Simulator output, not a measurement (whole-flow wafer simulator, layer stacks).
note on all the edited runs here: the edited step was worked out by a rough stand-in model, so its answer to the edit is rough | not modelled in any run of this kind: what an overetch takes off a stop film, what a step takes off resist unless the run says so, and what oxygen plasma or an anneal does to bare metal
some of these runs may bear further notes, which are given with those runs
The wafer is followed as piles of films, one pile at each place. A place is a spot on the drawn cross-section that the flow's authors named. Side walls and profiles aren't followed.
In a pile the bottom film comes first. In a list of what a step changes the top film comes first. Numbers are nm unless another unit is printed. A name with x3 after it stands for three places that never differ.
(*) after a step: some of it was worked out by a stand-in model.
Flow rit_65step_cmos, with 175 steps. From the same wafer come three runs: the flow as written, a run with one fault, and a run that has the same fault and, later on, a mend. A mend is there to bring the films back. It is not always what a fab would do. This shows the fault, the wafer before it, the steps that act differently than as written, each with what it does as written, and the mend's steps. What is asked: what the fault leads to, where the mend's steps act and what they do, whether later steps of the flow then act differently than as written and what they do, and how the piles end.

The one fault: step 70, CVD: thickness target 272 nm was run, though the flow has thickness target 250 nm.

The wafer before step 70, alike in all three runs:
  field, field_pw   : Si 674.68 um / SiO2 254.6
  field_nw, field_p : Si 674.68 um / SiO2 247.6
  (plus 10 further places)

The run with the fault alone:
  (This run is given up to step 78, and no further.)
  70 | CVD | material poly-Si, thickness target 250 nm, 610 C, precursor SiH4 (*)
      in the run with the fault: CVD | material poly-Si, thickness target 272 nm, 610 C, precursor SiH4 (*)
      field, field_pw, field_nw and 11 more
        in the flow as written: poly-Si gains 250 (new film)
        in the run with the fault: poly-Si gains 272 (new film)
  None of the later steps of the flow up to step 78 differs from how it acts as written, at any place that is followed, by more than 2% or 0.5 nm, whichever is larger.
  The piles after step 78 differ from the flow's at field, field_pw, field_nw and 11 more by more than 2% or 0.5 nm, whichever is larger.
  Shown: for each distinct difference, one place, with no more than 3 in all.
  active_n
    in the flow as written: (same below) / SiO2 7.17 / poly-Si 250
    in the run with the fault: (same below) / SiO2 7.17 / poly-Si 272
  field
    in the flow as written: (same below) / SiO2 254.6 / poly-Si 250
    in the run with the fault: (same below) / SiO2 254.6 / poly-Si 272
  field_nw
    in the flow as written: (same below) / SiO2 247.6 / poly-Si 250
    in the run with the fault: (same below) / SiO2 247.6 / poly-Si 272

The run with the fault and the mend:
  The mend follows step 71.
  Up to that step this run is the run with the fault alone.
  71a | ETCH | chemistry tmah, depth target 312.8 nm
      field, field_pw, field_nw and 11 more
        poly-Si loses 272 (all of it)
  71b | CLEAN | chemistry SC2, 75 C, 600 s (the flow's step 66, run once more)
      alters no film at any place that is followed
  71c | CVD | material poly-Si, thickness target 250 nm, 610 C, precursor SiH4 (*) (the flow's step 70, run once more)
      field, field_pw, field_nw and 11 more
        poly-Si gains 250 (new film)
  None of the later steps of the flow acts differently than as written at any place that is followed.
  At every place that both follow, the piles at the end match the flow's.
